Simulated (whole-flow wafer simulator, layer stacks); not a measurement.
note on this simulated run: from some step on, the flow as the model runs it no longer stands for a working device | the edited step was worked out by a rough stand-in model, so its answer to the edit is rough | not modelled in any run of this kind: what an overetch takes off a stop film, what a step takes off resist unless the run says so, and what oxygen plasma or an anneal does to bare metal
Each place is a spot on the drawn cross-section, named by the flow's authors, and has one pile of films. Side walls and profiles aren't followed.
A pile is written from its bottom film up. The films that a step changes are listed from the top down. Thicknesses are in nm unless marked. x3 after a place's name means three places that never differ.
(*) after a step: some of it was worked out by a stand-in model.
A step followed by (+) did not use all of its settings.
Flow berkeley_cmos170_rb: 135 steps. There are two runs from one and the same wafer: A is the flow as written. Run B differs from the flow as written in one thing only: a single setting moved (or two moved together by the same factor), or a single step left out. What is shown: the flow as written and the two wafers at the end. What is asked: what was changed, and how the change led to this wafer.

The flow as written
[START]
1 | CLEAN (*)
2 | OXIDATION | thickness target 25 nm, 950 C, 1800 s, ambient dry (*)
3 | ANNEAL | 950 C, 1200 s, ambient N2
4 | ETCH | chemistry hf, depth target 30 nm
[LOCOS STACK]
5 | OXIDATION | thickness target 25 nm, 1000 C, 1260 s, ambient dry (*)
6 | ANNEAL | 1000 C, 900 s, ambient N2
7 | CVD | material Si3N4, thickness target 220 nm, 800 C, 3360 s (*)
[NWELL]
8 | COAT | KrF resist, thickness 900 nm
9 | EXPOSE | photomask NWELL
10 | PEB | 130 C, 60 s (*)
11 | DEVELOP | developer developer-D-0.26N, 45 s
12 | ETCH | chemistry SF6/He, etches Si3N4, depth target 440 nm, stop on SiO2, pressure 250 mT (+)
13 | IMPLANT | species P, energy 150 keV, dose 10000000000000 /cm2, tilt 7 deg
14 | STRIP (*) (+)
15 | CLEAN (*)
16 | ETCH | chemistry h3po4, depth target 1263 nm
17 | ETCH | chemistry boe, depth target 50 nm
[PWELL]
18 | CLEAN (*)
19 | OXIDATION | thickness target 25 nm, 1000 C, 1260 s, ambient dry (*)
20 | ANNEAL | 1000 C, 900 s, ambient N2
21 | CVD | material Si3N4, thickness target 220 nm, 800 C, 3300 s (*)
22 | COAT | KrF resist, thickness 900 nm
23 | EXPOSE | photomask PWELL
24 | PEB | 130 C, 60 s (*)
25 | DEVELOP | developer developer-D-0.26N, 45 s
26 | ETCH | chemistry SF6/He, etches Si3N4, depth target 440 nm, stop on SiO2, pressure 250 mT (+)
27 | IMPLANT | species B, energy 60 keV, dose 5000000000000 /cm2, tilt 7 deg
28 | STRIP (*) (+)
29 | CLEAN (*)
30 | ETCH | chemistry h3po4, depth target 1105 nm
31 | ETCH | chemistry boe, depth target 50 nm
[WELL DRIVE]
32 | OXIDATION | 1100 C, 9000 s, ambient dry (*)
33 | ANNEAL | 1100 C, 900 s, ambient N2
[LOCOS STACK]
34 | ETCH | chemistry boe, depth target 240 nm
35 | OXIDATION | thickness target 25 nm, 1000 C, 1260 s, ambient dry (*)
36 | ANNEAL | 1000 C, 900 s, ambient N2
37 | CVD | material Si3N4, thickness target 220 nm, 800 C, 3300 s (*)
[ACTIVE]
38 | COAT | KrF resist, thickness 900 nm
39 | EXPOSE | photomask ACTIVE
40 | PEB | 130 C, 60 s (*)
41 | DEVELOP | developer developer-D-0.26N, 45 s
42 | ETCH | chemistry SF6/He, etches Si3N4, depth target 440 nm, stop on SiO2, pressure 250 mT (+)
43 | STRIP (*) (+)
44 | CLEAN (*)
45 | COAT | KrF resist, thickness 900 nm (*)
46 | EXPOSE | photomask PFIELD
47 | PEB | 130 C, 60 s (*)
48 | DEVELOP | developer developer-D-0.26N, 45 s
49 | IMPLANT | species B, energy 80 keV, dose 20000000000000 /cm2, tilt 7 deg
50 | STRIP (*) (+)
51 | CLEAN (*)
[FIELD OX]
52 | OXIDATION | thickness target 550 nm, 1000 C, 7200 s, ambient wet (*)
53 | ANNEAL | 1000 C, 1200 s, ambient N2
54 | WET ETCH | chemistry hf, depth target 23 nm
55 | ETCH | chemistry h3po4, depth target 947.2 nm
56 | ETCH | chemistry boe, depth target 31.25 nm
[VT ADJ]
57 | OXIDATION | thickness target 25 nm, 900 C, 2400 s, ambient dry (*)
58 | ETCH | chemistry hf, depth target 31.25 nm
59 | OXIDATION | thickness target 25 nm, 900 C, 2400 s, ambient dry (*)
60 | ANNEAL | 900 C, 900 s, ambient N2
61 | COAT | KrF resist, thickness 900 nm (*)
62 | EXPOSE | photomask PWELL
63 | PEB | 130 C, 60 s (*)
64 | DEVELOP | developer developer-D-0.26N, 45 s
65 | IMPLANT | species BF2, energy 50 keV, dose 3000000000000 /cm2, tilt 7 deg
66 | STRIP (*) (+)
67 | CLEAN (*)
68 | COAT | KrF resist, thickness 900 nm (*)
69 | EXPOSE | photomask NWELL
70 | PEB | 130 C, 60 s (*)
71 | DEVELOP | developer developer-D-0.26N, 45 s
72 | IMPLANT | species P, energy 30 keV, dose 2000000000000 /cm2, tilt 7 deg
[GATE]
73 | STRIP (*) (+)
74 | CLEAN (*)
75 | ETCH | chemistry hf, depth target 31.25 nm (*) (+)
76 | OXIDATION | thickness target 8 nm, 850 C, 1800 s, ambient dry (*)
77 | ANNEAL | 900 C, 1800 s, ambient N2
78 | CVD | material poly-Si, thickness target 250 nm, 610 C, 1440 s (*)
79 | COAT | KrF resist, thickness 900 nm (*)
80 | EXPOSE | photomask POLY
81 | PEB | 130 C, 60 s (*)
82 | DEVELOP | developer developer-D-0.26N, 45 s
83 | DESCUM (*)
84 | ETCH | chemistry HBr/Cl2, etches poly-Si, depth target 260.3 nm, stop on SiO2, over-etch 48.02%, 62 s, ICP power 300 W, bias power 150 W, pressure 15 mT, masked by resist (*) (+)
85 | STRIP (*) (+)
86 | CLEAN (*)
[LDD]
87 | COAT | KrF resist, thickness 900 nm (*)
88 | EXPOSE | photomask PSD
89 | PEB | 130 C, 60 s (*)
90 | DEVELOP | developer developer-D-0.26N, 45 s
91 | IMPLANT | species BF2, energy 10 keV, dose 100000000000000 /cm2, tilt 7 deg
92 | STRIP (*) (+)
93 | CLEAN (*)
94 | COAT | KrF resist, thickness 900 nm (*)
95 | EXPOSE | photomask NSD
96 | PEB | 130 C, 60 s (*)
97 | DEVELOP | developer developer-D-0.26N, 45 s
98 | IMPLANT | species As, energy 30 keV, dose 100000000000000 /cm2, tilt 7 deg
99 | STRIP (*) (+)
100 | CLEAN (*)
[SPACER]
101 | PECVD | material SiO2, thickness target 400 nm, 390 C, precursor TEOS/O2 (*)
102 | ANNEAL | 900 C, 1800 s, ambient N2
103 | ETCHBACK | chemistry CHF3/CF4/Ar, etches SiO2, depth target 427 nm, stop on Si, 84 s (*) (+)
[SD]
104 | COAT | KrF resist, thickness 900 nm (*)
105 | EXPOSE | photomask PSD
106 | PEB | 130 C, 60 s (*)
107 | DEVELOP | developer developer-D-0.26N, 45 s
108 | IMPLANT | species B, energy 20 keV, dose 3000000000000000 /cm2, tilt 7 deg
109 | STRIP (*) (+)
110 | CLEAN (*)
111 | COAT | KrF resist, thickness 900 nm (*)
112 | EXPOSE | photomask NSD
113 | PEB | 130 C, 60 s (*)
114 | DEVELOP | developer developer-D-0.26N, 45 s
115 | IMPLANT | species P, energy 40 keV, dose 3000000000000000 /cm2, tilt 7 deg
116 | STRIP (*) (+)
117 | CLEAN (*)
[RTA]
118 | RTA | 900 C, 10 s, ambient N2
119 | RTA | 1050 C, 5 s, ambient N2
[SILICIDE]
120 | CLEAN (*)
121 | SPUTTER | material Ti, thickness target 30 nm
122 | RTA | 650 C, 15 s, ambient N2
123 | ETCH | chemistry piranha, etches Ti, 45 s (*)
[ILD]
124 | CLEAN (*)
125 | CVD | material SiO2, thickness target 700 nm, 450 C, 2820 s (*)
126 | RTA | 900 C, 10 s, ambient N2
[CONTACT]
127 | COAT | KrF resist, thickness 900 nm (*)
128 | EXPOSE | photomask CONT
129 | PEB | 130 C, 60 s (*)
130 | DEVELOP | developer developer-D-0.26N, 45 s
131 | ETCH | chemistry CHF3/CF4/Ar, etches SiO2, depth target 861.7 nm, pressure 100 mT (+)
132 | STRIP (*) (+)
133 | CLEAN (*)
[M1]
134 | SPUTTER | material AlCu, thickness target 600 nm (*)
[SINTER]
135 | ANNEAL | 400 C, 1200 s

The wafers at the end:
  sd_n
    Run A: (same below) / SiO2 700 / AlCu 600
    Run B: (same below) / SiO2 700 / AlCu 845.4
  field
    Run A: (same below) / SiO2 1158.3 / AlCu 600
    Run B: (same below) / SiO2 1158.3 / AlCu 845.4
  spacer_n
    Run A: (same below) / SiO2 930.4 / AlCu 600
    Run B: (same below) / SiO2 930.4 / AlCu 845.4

Cause: step 134, SPUTTER: thickness target 845.4 nm was run, though the flow has thickness target 600 nm.
One can read it off the wafer: sd_n has AlCu 845.4, and step 134 as written asks for 600 nm.

Step by step, how the change led to this:
  134 | SPUTTER | material AlCu, thickness target 600 nm (*)
      field, sd_n, spacer_n, gate, spacer_p, gate_p, m1: A AlCu gains 600 (new film) | B AlCu gains 845.4 (new film)
      sd_p: A AlCu gains 545.9 (new film) | B AlCu gains 782 (new film)
      (and at 1 other place as well)
